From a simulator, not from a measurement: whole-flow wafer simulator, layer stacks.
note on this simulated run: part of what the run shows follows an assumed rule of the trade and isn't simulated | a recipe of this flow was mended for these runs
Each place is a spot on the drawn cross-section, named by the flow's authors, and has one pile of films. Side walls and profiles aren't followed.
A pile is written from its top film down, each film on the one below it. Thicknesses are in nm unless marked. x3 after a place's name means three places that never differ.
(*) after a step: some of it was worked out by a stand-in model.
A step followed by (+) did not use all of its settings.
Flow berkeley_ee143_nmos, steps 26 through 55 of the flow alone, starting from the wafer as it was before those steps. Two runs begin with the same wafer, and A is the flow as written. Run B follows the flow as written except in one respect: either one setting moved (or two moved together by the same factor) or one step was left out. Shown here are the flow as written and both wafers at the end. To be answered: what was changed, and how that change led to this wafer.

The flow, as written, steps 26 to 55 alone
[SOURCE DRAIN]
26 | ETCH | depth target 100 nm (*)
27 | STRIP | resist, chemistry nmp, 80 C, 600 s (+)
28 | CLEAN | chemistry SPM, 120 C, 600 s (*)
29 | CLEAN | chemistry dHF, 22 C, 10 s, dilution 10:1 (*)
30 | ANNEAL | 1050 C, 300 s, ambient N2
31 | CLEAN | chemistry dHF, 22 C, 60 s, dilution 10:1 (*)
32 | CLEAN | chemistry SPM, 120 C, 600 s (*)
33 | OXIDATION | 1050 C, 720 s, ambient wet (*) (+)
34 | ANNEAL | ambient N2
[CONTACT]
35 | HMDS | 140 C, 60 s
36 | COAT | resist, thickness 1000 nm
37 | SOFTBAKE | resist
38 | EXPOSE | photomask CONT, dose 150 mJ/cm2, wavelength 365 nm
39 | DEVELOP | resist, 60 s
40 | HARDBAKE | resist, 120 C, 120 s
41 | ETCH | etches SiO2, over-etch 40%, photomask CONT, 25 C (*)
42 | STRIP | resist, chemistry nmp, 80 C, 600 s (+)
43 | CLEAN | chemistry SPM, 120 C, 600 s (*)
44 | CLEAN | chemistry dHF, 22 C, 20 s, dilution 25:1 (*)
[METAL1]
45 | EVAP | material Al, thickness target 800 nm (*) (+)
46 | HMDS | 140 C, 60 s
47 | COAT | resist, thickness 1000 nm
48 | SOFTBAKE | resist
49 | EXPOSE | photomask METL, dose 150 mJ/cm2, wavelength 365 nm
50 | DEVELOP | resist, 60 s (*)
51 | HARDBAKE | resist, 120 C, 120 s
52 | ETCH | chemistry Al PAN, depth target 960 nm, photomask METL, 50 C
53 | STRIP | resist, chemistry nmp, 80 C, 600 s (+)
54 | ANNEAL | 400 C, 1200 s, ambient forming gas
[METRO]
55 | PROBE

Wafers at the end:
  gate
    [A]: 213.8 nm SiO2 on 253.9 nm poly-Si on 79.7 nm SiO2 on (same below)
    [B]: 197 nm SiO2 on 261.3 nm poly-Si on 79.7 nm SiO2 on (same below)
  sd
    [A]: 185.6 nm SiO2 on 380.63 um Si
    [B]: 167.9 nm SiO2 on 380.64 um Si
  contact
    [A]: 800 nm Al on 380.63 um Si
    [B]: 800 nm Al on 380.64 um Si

Cause: step 33, OXIDATION: 1038 C was run, while the flow as written has 1050 C.

How this came from the change, step by step:
  33 | OXIDATION | 1050 C, 720 s, ambient wet (*) (+)
      sd, contact: A SiO2 gains 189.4 (new film), chemical SiO2 loses 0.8 (all of it), Si loses 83 | B SiO2 gains 171.7 (new film), chemical SiO2 loses 0.8 (all of it), Si loses 75.2
      gate: A SiO2 gains 217.6 (new film), chemical SiO2 loses 0.8 (all of it), poly-Si loses 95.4 | B SiO2 gains 200.8 (new film), chemical SiO2 loses 0.8 (all of it), poly-Si loses 88
      (as well as at 1 more place)
  41 | ETCH | etches SiO2, over-etch 40%, photomask CONT, 25 C (*)
      contact: A SiO2 loses 189.4 (all of it) | B SiO2 loses 171.7 (all of it)
